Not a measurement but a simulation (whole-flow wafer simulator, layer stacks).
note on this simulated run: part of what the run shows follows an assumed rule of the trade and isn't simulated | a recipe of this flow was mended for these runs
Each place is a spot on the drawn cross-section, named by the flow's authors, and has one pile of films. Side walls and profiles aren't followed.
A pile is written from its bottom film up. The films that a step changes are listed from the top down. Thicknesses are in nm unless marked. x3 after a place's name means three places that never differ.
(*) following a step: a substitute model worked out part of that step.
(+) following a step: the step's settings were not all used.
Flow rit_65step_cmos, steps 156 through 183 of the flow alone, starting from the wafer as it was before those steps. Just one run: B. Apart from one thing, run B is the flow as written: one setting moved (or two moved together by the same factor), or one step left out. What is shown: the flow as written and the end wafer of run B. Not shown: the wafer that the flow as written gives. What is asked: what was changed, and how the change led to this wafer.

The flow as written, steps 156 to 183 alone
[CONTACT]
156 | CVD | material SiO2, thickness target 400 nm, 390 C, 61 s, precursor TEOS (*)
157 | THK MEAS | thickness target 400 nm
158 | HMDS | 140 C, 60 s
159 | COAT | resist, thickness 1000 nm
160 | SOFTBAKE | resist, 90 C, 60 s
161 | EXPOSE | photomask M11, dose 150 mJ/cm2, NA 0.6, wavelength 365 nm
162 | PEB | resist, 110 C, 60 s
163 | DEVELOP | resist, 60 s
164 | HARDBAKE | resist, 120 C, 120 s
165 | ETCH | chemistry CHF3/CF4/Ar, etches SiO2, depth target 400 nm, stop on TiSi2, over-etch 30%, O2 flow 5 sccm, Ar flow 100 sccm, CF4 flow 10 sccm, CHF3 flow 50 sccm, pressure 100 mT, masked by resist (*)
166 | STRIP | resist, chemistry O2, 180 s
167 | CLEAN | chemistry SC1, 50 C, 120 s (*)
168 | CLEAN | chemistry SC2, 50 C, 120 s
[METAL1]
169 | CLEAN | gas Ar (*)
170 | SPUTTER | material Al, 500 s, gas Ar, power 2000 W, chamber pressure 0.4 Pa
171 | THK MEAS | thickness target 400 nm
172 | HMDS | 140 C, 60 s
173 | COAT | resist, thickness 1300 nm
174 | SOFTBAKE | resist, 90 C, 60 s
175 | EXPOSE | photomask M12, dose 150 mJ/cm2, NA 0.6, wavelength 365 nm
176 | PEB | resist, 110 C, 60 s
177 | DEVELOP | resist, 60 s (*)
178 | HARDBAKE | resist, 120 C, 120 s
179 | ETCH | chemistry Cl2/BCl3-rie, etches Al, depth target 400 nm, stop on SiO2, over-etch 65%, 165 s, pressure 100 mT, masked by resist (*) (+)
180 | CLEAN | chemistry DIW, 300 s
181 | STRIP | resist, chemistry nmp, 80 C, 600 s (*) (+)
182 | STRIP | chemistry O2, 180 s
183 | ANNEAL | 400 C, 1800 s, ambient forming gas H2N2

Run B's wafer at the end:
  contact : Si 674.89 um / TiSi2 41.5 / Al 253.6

Cause: step 165, ETCH: depth target 493.1 nm was run, though the flow has depth target 400 nm.

Step by step, how the change led to this:
  165 | ETCH | chemistry CHF3/CF4/Ar, etches SiO2, depth target 400 nm, stop on TiSi2, over-etch 30%, O2 flow 5 sccm, Ar flow 100 sccm, CF4 flow 10 sccm, CHF3 flow 50 sccm, pressure 100 mT, masked by resist (*)
      field, field_pw, field_nw and 10 more: -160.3 resist (in the flow as written it would be: -130 resist)
      contact: -400 SiO2 (all of it), -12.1 TiSi2 (in the flow as written it would be: -400 SiO2 (all of it), -6 TiSi2)
  166 | STRIP | resist, chemistry O2, 180 s
      active_n, active_p: -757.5 resist (all of it) (in the flow as written it would be: -787.7 resist (all of it))
      field: -816.8 resist (all of it) (in the flow as written it would be: -847 resist (all of it))
      (as well as at 10 more places)
